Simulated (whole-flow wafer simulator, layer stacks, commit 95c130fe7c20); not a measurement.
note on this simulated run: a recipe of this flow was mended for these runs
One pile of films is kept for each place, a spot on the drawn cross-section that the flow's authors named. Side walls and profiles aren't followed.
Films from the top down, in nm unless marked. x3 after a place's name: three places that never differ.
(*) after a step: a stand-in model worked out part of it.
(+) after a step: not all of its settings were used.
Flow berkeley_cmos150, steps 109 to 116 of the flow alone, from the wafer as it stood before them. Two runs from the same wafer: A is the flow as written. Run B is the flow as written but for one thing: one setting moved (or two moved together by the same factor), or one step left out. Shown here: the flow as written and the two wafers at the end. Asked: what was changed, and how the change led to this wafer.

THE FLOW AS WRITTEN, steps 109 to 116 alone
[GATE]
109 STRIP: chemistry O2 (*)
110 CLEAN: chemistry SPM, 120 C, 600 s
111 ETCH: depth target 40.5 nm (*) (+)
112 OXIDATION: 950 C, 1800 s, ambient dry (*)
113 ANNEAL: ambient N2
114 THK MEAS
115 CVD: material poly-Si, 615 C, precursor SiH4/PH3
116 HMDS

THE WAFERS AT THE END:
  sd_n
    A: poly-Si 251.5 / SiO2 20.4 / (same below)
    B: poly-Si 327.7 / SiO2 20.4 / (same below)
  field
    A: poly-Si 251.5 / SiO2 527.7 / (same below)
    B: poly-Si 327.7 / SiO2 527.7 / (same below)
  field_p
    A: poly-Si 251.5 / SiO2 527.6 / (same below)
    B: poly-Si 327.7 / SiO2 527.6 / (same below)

The cause: step 115, CVD: 627 C was run, where the flow has 615 C.

How the change led to this, step by step:
  115 CVD: material poly-Si, 615 C, precursor SiH4/PH3
      field, field_p, sd_n, gate_n, sd_p x2, contact, m1: A poly-Si +251.5 (new film) | B poly-Si +327.7 (new film)
